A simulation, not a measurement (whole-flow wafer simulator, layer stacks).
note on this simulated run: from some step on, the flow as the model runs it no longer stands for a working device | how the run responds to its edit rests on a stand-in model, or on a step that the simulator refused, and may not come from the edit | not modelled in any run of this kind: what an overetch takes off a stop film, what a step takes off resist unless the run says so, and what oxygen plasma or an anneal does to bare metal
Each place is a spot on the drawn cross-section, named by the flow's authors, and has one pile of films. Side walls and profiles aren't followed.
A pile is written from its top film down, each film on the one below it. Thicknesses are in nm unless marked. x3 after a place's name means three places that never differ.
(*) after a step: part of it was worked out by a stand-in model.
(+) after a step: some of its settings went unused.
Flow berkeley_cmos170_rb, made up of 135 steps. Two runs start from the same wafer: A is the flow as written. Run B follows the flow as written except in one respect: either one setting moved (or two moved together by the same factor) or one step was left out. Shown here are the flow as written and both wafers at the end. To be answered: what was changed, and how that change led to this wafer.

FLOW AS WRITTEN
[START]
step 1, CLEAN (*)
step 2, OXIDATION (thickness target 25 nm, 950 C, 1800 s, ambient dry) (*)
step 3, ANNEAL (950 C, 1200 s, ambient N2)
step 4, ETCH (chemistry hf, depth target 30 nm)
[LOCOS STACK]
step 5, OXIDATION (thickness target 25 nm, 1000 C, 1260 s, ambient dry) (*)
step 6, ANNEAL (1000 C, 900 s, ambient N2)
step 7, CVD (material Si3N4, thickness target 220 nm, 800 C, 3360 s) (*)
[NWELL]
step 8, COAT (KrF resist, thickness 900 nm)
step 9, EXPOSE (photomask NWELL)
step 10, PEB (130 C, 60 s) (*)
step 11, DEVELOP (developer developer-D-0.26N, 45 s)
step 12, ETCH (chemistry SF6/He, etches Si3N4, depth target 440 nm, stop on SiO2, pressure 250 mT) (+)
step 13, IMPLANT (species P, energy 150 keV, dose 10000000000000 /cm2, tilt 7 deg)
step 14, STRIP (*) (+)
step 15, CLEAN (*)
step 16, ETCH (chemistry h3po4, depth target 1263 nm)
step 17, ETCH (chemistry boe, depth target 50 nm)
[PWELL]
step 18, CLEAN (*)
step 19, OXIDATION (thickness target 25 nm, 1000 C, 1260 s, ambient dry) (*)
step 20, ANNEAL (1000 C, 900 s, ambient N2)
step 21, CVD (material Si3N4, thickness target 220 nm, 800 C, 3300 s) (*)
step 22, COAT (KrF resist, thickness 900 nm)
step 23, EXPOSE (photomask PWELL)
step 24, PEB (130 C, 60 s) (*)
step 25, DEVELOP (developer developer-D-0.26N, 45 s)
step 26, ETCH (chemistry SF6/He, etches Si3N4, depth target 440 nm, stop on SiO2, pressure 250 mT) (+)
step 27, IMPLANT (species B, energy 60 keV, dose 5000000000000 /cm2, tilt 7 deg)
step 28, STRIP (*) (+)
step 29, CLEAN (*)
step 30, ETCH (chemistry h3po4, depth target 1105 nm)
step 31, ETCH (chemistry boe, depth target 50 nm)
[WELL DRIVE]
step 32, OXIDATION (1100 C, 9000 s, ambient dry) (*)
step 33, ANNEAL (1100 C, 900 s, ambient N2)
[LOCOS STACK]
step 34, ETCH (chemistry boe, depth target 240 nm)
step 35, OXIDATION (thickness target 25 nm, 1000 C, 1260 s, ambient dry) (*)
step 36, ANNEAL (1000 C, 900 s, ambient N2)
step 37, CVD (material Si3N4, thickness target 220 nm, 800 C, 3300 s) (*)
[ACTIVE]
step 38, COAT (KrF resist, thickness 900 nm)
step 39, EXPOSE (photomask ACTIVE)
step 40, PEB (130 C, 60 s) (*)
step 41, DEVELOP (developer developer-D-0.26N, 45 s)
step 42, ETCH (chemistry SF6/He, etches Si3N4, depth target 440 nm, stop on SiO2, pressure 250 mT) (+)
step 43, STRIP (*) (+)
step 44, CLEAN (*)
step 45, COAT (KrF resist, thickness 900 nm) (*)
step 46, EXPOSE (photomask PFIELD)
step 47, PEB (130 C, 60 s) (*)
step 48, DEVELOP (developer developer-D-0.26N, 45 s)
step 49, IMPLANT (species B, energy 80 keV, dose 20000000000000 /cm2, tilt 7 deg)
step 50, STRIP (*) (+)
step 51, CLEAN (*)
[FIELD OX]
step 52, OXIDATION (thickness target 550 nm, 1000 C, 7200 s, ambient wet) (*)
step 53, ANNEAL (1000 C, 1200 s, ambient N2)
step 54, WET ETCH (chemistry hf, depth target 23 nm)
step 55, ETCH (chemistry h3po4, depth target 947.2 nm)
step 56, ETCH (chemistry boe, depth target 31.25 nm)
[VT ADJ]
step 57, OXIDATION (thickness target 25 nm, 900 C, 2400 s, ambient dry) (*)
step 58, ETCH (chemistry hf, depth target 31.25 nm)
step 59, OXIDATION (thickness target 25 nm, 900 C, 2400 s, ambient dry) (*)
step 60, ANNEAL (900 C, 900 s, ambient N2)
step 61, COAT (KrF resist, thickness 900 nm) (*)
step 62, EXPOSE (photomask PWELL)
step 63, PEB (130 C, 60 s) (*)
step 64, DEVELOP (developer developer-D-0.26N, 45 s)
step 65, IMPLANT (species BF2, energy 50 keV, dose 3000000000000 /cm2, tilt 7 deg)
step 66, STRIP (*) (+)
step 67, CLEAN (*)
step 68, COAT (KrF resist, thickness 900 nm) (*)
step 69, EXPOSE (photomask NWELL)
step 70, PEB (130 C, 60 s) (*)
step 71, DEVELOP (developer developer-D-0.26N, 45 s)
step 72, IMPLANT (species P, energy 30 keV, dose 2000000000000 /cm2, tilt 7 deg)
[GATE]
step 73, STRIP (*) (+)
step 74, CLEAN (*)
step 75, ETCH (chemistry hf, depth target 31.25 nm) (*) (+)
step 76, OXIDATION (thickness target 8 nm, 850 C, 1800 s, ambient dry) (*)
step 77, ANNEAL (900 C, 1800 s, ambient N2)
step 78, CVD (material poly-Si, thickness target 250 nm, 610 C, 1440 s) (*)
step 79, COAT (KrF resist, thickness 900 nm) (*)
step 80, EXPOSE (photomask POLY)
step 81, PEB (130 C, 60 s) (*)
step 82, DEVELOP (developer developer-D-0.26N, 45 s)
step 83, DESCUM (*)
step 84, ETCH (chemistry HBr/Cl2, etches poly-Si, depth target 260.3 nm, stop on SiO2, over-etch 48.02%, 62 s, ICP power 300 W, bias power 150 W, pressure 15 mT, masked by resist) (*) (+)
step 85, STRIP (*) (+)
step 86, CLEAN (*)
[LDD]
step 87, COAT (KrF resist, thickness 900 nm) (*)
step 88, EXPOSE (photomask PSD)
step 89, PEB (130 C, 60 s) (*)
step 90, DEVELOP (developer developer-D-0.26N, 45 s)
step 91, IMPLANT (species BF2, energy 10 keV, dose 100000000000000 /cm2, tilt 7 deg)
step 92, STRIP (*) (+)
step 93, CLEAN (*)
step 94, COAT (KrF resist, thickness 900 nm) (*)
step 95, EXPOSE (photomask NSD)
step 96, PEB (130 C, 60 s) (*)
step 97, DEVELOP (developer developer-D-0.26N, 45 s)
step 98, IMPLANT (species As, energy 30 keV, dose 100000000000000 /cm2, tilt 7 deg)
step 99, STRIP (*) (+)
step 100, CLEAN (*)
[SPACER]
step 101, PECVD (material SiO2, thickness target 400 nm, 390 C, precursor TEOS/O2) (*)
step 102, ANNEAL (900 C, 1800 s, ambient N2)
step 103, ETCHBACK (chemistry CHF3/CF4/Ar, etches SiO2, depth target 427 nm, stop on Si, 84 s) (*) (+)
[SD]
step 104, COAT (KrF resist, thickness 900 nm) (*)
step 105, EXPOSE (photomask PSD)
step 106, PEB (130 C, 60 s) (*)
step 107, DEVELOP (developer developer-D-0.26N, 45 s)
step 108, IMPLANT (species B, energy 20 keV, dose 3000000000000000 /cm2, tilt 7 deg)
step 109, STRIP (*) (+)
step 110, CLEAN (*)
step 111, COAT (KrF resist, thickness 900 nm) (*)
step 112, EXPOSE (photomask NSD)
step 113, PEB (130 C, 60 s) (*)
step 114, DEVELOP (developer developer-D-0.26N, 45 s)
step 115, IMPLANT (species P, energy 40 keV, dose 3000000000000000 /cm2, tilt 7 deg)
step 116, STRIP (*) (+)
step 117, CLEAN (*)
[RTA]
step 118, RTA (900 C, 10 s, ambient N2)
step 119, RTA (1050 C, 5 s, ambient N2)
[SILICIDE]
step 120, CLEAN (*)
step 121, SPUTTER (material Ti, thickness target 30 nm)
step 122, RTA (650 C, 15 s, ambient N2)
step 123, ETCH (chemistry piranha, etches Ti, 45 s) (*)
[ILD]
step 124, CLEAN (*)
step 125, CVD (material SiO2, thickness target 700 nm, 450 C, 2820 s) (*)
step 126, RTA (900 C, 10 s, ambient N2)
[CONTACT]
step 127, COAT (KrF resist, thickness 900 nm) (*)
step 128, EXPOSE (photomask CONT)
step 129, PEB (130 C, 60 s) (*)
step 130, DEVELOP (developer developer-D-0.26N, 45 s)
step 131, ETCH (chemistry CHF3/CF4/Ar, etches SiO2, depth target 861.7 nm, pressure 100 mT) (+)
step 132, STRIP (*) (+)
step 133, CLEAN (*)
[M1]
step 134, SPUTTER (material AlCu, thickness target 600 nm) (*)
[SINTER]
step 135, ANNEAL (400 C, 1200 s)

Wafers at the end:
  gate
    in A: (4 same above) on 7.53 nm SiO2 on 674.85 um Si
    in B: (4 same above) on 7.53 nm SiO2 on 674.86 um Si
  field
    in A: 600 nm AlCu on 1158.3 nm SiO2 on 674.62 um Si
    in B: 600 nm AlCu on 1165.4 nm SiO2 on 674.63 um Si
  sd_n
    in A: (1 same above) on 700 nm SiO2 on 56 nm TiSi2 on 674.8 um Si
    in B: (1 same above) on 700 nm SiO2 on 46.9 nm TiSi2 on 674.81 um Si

The reason: step 34, ETCH: depth target 168 nm was run, whereas the flow has depth target 240 nm.

The path from the change to this, step by step:
  step 34, ETCH (chemistry boe, depth target 240 nm)
      field, sd_n, spacer_n and 6 more: A SiO2 loses 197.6 (all of it) | B SiO2 loses 168
  step 35, OXIDATION (thickness target 25 nm, 1000 C, 1260 s, ambient dry) (*)
      field, sd_n, spacer_n and 6 more: A SiO2 gains 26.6 (new film), Si loses 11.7 | B SiO2 gains 18.8, Si loses 8.26
  step 52, OXIDATION (thickness target 550 nm, 1000 C, 7200 s, ambient wet) (*)
      gate: A SiO2 gains 12.9 (new film), Si3N4 loses 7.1, SiO2 gains 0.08, Si loses 0.08 | B SiO2 gains 12.9 (new film), Si3N4 loses 7.1
      field: A SiO2 gains 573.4, Si loses 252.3 | B SiO2 gains 558.7, Si loses 245.8
      (also at 3 further places)
  step 56, ETCH (chemistry boe, depth target 31.25 nm)
      spacer_n, gate, spacer_p, gate_p, contact: A SiO2 loses 26.6 (all of it) | B SiO2 loses 31.2
      sd_n: A SiO2 loses 28.8 (all of it) | B SiO2 loses 31.2
      (also at 2 further places)
  step 57, OXIDATION (thickness target 25 nm, 900 C, 2400 s, ambient dry) (*)
      spacer_n, gate, spacer_p, gate_p, contact: A SiO2 gains 15 (new film), Si loses 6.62 | B SiO2 gains 10.7, Si loses 4.72
      sd_n: A SiO2 gains 15 (new film), Si loses 6.62 | B SiO2 gains 9.3, Si loses 4.09
      (also at 2 further places)
  step 58, ETCH (chemistry hf, depth target 31.25 nm)
      sd_n, m1: A SiO2 loses 15 (all of it) | B SiO2 loses 31.2
      spacer_n, gate, spacer_p, gate_p, contact: A SiO2 loses 15 (all of it) | B SiO2 loses 27.8 (all of it)
      (also at 1 further place)
  step 59, OXIDATION (thickness target 25 nm, 900 C, 2400 s, ambient dry) (*)
      sd_n: A SiO2 gains 15 (new film), Si loses 6.62 | B SiO2 gains 9.99, Si loses 4.39
      m1: A SiO2 gains 15 (new film), Si loses 6.62 | B SiO2 gains 9.16, Si loses 4.03
  step 75, ETCH (chemistry hf, depth target 31.25 nm) (*) (+)
      sd_n: A SiO2 loses 15 (all of it) | B SiO2 loses 18.8 (all of it)
      m1: A SiO2 loses 15 (all of it) | B SiO2 loses 24.5 (all of it)
  step 121, SPUTTER (material Ti, thickness target 30 nm)
      sd_n: A Ti gains 30 (new film) | B Ti gains 25.1 (new film)
      sd_p: A Ti gains 27.1 (new film) | B Ti gains 25.3 (new film)
  step 122, RTA (650 C, 15 s, ambient N2)
      sd_n: A Ti loses 23.4, TiSi first gains 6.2 (new film), TiSi2 C49 gains 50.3 (new film), Si loses 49 | B Ti loses 19.6, TiSi2 C49 gains 49.8 (new film), Si loses 44.4
      sd_p: A Ti loses 21.1, TiSi first gains 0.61 (new film), TiSi2 C49 gains 52.9 (new film), Si loses 47.6 | B Ti loses 19.8, TiSi2 C49 gains 50.3 (new film), Si loses 44.9
  step 123, ETCH (chemistry piranha, etches Ti, 45 s) (*)
      sd_n: A Ti loses 6.6 (all of it) | B Ti loses 5.52 (all of it)
  step 126, RTA (900 C, 10 s, ambient N2)
      sd_n: A under 1 film: TiSi2 gains 56 (new film), TiSi first loses 6.2 (all of it), TiSi2 C49 loses 50.3 (all of it), Si loses 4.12 | B under 1 film: TiSi2 gains 46.9 (new film), TiSi2 C49 loses 49.8 (all of it)
      sd_p: A under 1 film: TiSi2 gains 50.7 (new film), TiSi first loses 0.61 (all of it), TiSi2 C49 loses 52.9 (all of it), Si loses 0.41 | B under 1 film: TiSi2 gains 47.3 (new film), TiSi2 C49 loses 50.3 (all of it)
